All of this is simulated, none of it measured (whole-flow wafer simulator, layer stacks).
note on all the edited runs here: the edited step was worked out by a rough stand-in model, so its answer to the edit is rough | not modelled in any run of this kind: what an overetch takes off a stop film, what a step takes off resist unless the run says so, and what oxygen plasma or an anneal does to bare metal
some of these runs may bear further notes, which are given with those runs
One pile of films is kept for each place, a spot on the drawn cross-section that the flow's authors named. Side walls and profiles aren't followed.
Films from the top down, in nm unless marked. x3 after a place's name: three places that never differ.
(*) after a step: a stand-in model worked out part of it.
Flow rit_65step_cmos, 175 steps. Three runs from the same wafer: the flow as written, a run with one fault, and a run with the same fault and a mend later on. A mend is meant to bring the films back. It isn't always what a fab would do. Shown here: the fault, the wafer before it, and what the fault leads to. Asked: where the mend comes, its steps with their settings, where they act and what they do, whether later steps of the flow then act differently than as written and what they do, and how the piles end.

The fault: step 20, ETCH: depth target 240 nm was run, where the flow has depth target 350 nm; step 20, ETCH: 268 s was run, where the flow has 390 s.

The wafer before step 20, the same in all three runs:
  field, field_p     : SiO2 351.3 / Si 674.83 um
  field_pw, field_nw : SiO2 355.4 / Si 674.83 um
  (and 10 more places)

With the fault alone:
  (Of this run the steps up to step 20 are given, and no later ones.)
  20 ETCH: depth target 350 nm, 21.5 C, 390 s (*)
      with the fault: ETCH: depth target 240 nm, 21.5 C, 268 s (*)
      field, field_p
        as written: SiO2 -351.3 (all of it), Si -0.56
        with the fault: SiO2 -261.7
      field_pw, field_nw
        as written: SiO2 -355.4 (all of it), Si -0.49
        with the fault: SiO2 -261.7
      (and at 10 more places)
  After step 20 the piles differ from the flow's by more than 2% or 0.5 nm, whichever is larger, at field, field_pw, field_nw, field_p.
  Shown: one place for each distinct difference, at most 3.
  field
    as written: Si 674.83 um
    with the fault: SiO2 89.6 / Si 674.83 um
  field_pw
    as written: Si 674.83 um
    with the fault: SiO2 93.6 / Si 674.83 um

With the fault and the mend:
  The mend comes after step 20.
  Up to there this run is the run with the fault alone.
  20a ETCH: depth target 110 nm, 21.5 C, 122 s (the flow's step 20 once more, with other settings)
      field, field_p
        SiO2 -89.6 (all of it)
      field_pw, field_nw
        SiO2 -93.6 (all of it)
  No later step of the flow acts differently than as written, at any place that is followed, by more than 2% or 0.5 nm, whichever is larger.
  At the end the piles differ from the flow's only slightly at the places that both follow, by at most 2% or 0.5 nm, whichever is larger.
